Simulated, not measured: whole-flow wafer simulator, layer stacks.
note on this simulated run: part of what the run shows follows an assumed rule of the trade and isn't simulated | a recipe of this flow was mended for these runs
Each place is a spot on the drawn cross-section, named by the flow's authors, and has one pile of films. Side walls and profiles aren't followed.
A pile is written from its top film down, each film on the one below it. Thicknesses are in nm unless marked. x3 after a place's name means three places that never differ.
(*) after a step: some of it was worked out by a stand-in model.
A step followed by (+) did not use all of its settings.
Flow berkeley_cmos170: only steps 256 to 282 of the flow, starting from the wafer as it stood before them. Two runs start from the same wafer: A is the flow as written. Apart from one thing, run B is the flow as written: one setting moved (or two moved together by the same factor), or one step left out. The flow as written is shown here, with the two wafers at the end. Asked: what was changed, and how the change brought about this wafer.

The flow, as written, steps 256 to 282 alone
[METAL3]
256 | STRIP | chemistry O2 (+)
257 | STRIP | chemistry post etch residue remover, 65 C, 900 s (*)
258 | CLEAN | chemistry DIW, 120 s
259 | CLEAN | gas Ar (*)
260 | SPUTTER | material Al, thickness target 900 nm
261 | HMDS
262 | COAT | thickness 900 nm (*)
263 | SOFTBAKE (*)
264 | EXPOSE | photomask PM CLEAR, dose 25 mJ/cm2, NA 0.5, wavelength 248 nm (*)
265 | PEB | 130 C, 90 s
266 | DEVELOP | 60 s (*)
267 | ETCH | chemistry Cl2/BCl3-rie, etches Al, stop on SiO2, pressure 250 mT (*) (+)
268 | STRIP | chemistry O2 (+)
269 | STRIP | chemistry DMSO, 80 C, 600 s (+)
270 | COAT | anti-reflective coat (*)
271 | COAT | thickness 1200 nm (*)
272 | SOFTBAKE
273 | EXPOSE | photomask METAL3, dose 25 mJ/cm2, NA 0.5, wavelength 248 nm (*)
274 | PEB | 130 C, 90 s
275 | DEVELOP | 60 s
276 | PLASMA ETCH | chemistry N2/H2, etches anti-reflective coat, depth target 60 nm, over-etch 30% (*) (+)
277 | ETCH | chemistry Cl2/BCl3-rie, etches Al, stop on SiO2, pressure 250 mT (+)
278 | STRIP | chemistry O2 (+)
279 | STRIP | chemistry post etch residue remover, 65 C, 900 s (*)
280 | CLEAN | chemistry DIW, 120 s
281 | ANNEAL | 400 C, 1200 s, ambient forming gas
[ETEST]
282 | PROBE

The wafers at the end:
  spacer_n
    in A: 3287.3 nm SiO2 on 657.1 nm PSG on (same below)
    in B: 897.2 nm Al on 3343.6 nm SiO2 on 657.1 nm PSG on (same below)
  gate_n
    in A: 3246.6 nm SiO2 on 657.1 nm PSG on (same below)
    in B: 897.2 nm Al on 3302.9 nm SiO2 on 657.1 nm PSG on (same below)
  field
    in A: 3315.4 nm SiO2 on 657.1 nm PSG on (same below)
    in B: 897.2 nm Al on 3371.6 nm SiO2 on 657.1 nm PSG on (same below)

What caused this: step 277, ETCH: chemistry Cl2/BCl3-rie, etches Al, stop on SiO2, pressure 250 mT (+), was not run.

Step by step, how the change led to this:
  278 | STRIP | chemistry O2 (+)
      contact: A KrF-resist loses 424 (all of it), anti-reflective coat loses 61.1 (all of it) | B KrF-resist loses 1099 (all of it), anti-reflective coat loses 61.1 (all of it)
      m1: A KrF-resist loses 423.6 (all of it), anti-reflective coat loses 40.9 (all of it) | B KrF-resist loses 1098.6 (all of it), anti-reflective coat loses 40.9 (all of it)
      (and at 3 other places as well)
  279 | STRIP | chemistry post etch residue remover, 65 C, 900 s (*)
      field, sd_n, spacer_n, gate_n, sd_p, spacer_p, gate_p: A nothing | B Al loses 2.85
If metal films that touch count as one body, spacer_n has 1 body; the flow as written gives 0 bodies.
If metal films that touch count as one body, gate_n has 1 body; the flow as written gives 0 bodies.
If metal films that touch count as one body, field has 1 body; the flow as written gives 0 bodies.
